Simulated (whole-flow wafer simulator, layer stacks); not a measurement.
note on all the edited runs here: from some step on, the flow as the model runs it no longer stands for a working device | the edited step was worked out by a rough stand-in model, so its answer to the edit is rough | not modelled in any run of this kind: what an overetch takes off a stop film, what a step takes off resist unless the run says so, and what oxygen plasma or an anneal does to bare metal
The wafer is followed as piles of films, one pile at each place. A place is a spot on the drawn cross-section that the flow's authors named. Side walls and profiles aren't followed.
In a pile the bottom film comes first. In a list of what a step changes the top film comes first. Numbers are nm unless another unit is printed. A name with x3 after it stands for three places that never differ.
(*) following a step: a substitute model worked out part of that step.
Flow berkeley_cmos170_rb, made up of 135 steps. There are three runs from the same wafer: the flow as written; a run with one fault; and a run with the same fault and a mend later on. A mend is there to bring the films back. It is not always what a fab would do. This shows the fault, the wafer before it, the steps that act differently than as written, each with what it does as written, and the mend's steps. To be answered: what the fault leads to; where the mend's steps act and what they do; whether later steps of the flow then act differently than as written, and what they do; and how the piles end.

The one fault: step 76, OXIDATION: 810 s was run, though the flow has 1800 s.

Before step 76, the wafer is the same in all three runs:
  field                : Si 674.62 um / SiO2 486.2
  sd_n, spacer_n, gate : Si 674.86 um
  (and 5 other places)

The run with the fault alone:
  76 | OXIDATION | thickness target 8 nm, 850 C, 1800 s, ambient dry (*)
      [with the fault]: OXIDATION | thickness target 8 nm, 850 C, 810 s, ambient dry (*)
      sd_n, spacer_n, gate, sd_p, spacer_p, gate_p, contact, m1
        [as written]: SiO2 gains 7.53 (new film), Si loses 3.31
        [with the fault]: SiO2 gains 4.86 (new film), Si loses 2.14
  None of the later steps of the flow differs from how it acts as written, at any place that is followed, by more than 2% or 0.5 nm, whichever is larger.
  By the end, the piles at gate, gate_p depart from the flow's by more than 2% or 0.5 nm, whichever is larger.
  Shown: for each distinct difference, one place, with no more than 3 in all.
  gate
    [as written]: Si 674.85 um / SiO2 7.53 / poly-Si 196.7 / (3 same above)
    [with the fault]: Si 674.85 um / SiO2 4.86 / poly-Si 196.7 / (3 same above)

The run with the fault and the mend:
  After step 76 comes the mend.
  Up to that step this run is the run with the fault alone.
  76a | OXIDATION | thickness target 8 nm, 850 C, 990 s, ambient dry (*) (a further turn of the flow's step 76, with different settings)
      sd_n, spacer_n, gate, sd_p, spacer_p, gate_p, contact, m1
        SiO2 gains 2.67, Si loses 1.18
      field
        SiO2 gains 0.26, Si loses 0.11
  None of the later steps of the flow acts differently than as written at any place that is followed.
  By the end, the piles equal the flow's at every place that both follow.
